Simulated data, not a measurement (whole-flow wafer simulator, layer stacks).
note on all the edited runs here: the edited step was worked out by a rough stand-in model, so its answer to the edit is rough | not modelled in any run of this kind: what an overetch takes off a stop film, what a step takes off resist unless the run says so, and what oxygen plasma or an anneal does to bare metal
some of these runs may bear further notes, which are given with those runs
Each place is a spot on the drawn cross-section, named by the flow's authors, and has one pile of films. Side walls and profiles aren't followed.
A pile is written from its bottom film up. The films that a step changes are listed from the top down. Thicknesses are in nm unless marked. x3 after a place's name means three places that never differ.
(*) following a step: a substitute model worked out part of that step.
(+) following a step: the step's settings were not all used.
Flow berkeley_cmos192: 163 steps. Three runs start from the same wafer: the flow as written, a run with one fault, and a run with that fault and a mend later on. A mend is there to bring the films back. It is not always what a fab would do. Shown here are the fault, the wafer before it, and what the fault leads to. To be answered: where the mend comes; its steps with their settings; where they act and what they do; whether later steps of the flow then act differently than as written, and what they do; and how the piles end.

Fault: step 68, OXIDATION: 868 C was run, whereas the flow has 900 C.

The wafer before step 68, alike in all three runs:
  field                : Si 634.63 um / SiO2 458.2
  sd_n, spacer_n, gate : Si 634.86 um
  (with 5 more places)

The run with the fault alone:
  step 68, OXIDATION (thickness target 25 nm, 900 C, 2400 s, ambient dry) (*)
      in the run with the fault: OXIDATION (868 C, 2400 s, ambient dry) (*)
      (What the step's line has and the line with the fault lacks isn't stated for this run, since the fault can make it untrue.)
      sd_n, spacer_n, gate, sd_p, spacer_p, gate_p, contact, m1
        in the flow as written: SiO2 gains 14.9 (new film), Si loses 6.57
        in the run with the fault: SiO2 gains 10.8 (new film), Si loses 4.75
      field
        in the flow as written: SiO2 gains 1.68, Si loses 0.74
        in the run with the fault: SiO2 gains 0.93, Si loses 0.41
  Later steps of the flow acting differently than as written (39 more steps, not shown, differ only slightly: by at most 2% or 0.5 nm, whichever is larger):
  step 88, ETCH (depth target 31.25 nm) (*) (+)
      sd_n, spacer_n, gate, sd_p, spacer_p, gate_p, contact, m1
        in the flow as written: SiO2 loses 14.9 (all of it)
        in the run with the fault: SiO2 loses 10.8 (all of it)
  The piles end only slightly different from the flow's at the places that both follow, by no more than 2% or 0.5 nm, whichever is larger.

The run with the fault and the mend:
  The mend follows step 69.
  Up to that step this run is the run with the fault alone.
  step 69a, OXIDATION (900 C, 932 s, ambient dry) (*) (the flow's step 68 again, with other settings)
      sd_n, spacer_n, gate, sd_p, spacer_p, gate_p, contact, m1
        SiO2 gains 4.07, Si loses 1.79
      field
        SiO2 gains 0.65, Si loses 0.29
  Every later step of the flow that is run acts as written, at every place that is followed, to within 2% or 0.5 nm, whichever is larger.
  The piles end only slightly different from the flow's at the places that both follow, by no more than 2% or 0.5 nm, whichever is larger.
